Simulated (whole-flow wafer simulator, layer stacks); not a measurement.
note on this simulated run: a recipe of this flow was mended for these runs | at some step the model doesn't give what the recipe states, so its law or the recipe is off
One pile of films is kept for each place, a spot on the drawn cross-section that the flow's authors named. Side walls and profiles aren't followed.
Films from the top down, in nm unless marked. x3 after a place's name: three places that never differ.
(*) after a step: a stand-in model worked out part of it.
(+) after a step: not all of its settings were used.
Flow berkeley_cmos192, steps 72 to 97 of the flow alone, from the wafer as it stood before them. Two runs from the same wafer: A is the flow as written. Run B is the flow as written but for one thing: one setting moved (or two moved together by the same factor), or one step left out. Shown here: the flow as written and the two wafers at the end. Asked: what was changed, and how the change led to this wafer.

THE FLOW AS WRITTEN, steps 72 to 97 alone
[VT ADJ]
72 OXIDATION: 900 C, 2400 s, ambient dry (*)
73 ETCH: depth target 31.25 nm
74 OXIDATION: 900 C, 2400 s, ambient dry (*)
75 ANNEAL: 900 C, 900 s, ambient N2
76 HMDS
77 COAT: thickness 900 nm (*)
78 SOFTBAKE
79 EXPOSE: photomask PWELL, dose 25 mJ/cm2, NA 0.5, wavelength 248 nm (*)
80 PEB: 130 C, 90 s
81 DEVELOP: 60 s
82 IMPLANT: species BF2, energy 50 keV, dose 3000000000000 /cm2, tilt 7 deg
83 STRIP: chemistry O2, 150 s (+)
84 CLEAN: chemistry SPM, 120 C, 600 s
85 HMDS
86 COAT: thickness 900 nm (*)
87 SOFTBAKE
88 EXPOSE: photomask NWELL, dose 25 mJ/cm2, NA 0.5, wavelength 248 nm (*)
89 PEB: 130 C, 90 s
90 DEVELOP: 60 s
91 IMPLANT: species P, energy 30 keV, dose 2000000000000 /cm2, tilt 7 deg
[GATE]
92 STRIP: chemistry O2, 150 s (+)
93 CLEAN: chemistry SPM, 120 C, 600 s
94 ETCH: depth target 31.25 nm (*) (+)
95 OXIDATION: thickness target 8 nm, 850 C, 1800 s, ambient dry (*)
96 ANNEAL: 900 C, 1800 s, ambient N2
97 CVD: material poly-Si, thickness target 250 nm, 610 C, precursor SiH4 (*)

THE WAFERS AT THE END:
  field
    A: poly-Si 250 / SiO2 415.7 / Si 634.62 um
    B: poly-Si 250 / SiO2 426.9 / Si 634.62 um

The cause: step 94, ETCH: depth target 20 nm was run, where the flow has depth target 31.25 nm.

How the change led to this, step by step:
  94 ETCH: depth target 31.25 nm (*) (+)
      field: A SiO2 -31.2 | B SiO2 -20
